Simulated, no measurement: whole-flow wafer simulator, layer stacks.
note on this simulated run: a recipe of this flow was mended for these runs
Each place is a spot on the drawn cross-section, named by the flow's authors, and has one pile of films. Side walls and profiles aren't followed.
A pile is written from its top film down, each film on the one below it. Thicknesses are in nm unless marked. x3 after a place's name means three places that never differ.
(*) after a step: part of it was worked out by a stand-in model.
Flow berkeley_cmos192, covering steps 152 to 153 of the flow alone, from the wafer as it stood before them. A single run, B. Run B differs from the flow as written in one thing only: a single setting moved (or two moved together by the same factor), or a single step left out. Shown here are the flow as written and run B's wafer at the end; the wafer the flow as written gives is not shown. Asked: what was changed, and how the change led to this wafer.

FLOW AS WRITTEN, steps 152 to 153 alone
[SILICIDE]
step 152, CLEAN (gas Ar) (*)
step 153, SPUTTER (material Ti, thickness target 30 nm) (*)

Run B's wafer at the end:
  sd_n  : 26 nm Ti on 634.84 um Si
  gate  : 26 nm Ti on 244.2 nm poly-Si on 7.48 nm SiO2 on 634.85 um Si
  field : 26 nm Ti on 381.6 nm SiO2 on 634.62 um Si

What caused this: step 153, SPUTTER: thickness target 26 nm was run, whereas the flow has thickness target 30 nm.
The wafer lets one read it off: sd_n has Ti 26, and step 153 as written asks for 30 nm.

Step by step, how the change led to this:
  step 153, SPUTTER (material Ti, thickness target 30 nm) (*)
      field, sd_n, spacer_n, gate, spacer_p, gate_p, contact x2: +26 Ti (new film) (it would be, as written: +30 Ti (new film))
      sd_p: +24.5 Ti (new film) (it would be, as written: +28.2 Ti (new film))
